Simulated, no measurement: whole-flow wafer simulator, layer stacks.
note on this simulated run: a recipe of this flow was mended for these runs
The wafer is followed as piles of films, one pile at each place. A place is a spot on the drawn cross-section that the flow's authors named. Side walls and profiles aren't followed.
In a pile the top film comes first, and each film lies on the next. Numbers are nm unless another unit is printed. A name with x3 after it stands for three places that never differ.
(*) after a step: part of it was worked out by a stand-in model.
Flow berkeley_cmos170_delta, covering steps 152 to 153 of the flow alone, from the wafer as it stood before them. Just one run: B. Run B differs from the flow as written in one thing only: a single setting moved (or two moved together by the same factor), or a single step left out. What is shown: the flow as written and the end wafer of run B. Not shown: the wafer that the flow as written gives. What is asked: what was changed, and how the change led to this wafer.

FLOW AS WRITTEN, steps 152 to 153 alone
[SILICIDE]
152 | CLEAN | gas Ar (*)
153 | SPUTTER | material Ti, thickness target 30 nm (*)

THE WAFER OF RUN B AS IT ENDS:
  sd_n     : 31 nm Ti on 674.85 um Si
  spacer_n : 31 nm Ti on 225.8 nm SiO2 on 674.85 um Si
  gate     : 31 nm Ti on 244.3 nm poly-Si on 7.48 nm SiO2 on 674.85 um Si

The reason: step 153, SPUTTER: thickness target 31 nm was run, whereas the flow has thickness target 30 nm.
The wafer lets one read it off: sd_n has Ti 31, and step 153 as written asks for 30 nm.

How this came from the change, step by step:
  153 | SPUTTER | material Ti, thickness target 30 nm (*)
      field, sd_n, spacer_n, gate, spacer_p, gate_p, contact x2: Ti gains 31 (new film) (it would be, as written: Ti gains 30 (new film))
      sd_p: Ti gains 28.4 (new film) (it would be, as written: Ti gains 27.5 (new film))
